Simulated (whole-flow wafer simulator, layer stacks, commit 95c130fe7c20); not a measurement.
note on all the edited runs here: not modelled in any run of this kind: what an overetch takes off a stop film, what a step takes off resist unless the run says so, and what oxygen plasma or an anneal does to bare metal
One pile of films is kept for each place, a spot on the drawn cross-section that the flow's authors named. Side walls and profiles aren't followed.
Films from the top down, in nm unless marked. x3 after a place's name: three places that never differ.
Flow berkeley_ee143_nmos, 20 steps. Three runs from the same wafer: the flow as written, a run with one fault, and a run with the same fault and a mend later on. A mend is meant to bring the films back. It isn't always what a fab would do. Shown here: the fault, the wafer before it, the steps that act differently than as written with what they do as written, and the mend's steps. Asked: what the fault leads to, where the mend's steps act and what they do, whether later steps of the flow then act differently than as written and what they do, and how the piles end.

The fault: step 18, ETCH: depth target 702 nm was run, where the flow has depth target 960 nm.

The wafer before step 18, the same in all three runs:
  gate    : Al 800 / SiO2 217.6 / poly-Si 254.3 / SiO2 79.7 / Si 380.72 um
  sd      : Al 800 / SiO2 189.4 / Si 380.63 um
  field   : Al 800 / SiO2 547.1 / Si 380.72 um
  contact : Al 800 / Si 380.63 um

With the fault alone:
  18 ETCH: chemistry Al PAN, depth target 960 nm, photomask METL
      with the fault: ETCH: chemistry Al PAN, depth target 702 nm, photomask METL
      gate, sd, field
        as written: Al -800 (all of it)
        with the fault: Al -702
  No later step of the flow acts differently than as written at any place that is followed.
  At the end the piles differ from the flow's by more than 2% or 0.5 nm, whichever is larger, at gate, sd, field.
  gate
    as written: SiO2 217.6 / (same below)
    with the fault: Al 98 / SiO2 217.6 / (same below)
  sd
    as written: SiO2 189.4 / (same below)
    with the fault: Al 98 / SiO2 189.4 / (same below)
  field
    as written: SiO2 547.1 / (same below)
    with the fault: Al 98 / SiO2 547.1 / (same below)

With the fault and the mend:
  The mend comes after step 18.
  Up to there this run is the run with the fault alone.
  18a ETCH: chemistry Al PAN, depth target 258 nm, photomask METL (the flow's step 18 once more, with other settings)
      gate, sd, field
        Al -98 (all of it)
  No later step of the flow acts differently than as written at any place that is followed.
  At the end the piles are the same as the flow's at every place that both follow.
